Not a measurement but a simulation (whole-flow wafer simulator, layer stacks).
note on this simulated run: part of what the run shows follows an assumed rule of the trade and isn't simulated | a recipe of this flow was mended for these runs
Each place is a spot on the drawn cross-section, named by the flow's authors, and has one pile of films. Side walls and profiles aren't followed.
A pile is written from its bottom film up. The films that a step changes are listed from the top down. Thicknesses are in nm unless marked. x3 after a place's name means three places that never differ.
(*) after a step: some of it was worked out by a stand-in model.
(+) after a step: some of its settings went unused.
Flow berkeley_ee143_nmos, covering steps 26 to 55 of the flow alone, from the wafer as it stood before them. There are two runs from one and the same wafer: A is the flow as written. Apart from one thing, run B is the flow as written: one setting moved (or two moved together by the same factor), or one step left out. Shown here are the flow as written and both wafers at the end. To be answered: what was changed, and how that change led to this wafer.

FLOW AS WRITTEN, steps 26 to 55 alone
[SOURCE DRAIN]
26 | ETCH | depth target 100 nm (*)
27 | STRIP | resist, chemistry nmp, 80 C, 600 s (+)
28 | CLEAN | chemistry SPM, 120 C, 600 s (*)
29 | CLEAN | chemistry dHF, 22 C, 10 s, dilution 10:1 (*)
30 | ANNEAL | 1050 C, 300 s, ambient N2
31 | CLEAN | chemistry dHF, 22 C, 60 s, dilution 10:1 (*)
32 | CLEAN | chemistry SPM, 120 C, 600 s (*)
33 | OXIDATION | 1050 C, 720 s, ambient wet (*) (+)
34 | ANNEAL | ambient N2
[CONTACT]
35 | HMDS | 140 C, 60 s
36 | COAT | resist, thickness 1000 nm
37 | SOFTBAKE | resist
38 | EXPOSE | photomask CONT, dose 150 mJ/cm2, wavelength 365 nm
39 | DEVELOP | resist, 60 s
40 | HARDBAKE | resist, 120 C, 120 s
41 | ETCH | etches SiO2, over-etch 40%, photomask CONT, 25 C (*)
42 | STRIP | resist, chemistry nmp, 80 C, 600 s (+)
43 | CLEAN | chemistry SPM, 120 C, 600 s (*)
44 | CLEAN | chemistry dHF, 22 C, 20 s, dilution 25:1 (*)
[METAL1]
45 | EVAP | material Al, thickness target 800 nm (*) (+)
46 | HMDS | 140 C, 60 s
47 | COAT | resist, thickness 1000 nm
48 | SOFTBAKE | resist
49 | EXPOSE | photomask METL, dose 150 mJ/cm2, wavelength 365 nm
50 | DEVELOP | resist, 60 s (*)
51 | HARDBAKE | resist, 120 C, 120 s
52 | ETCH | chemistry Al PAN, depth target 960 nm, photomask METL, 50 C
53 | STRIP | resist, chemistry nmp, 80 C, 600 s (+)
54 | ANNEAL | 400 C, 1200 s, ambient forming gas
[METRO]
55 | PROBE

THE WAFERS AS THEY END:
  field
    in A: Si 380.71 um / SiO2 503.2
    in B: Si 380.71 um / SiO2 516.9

What caused this: step 26, ETCH: depth target 88 nm was run, though the flow has depth target 100 nm; step 31, CLEAN: 53 s was run, where the flow has 60 s.

Step by step, how the change led to this:
  26 | ETCH | depth target 100 nm (*)
      field: A -100 SiO2 | B -88 SiO2
  31 | CLEAN | chemistry dHF, 22 C, 60 s, dilution 10:1 (*)
      field: A -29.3 SiO2 | B -25.9 SiO2
  33 | OXIDATION | 1050 C, 720 s, ambient wet (*) (+)
      field: A +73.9 SiO2, -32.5 Si | B +72.2 SiO2, -31.8 Si
